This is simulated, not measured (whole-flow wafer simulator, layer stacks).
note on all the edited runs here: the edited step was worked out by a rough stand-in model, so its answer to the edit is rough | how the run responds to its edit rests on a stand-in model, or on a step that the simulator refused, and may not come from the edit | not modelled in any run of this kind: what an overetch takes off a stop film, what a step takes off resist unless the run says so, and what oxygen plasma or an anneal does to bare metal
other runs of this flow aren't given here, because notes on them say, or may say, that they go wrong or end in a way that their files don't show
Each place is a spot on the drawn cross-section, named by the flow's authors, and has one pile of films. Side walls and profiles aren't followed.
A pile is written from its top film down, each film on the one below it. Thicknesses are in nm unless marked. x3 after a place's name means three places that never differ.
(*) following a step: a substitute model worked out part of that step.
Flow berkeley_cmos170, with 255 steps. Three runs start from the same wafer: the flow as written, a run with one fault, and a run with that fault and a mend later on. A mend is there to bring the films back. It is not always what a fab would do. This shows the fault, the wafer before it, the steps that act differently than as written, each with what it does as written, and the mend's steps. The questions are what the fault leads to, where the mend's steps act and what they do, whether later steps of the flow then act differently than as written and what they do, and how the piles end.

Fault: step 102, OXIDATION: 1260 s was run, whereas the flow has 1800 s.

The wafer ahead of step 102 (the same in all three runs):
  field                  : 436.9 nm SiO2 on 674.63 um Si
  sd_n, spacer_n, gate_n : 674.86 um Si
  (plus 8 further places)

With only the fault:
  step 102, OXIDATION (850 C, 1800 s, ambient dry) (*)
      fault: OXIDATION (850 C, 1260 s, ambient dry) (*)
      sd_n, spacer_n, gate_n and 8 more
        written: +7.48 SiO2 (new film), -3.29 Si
        fault: +6.09 SiO2 (new film), -2.68 Si
  Every later step of the flow that is run acts as written, at every place that is followed, to within 2% or 0.5 nm, whichever is larger.
  By the end, the piles at gate_n, gate_p depart from the flow's by more than 2% or 0.5 nm, whichever is larger.
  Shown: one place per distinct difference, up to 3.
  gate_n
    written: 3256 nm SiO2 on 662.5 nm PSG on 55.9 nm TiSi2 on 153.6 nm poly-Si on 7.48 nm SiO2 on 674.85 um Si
    fault: 3257.3 nm SiO2 on 662.5 nm PSG on 55.9 nm TiSi2 on 153.6 nm poly-Si on 6.09 nm SiO2 on 674.85 um Si

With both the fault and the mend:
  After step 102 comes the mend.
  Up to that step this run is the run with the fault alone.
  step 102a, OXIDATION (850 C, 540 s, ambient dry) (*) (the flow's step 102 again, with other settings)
      sd_n, spacer_n, gate_n and 8 more
        +1.39 SiO2, -0.61 Si
      field
        +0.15 SiO2, -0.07 Si
  Every later step of the flow that is run acts as written at every place that is followed.
  The piles end the same as the flow's at every place that both follow.
